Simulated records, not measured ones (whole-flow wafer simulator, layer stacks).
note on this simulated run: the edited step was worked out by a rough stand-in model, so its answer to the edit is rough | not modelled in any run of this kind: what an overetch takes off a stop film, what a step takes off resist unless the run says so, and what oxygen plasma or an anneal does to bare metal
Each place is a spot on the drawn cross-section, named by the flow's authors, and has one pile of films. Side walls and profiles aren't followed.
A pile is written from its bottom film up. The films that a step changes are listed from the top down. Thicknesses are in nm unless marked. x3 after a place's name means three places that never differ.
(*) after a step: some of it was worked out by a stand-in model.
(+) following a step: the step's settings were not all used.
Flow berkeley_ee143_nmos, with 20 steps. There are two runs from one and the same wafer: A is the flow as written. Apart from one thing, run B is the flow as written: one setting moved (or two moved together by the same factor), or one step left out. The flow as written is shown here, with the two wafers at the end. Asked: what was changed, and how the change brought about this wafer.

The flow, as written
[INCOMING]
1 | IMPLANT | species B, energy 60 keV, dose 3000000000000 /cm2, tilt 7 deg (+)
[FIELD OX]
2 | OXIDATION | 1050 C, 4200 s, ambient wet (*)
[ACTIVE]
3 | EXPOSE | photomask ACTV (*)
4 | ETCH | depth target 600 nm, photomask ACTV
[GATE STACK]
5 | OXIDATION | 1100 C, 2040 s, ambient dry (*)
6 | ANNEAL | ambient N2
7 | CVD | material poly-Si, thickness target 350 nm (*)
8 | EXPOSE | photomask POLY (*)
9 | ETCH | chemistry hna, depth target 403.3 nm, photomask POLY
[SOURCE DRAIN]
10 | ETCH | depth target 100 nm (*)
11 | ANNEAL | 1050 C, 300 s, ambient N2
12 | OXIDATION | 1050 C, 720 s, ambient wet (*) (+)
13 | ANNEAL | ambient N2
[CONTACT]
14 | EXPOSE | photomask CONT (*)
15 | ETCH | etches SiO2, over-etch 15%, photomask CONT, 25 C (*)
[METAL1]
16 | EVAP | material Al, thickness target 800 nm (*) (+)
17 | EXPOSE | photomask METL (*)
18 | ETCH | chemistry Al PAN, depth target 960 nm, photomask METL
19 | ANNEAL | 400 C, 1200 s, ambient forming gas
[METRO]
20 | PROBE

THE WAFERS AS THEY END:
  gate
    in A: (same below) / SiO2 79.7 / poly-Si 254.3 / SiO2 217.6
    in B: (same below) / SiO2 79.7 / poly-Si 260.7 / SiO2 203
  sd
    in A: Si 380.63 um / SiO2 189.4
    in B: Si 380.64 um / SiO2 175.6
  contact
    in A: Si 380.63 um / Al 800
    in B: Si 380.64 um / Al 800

What caused this: step 12, OXIDATION: 648 s was run, whereas the flow has 720 s.

The path from the change to this, step by step:
  12 | OXIDATION | 1050 C, 720 s, ambient wet (*) (+)
      sd, contact: A +189.4 SiO2 (new film), -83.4 Si | B +175.6 SiO2 (new film), -77.3 Si
      gate: A +217.6 SiO2 (new film), -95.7 poly-Si | B +203 SiO2 (new film), -89.3 poly-Si
      (also at 1 further place)
  15 | ETCH | etches SiO2, over-etch 15%, photomask CONT, 25 C (*)
      contact: A -189.4 SiO2 (all of it) | B -175.6 SiO2 (all of it)
